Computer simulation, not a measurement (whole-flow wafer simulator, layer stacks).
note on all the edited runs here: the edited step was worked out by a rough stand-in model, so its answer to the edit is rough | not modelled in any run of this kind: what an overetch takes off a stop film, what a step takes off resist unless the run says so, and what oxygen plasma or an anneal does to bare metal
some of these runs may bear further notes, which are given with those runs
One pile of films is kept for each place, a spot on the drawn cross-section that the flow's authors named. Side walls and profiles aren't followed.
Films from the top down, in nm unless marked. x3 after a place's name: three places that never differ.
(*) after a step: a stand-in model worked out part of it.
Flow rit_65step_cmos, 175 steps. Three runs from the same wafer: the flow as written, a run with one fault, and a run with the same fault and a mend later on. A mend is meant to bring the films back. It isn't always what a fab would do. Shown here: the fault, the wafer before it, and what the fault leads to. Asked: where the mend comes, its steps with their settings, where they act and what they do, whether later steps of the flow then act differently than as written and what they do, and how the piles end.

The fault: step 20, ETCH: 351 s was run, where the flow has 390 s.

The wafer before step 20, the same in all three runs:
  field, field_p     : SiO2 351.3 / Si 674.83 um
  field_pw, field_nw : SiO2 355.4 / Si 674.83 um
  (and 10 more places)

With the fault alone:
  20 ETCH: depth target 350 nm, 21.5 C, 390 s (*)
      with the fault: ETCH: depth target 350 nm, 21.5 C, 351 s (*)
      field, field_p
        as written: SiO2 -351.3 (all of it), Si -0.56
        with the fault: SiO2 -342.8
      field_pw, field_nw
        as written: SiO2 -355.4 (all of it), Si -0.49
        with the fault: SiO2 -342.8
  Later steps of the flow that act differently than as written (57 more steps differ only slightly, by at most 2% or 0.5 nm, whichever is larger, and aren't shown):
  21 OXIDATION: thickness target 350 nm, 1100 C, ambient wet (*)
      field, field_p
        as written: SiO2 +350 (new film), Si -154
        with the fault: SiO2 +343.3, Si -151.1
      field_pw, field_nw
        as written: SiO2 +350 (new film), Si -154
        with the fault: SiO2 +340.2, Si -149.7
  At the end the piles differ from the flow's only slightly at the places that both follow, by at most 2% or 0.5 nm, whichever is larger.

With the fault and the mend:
  The mend comes after step 20.
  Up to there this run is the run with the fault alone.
  20a ETCH: depth target 350 nm, 21.5 C, 39 s (the flow's step 20 once more, with other settings)
      field, field_p
        SiO2 -8.5 (all of it)
      field_pw, field_nw
        SiO2 -12.6 (all of it)
  No later step of the flow acts differently than as written, at any place that is followed, by more than 2% or 0.5 nm, whichever is larger.
  At the end the piles differ from the flow's only slightly at the places that both follow, by at most 2% or 0.5 nm, whichever is larger.
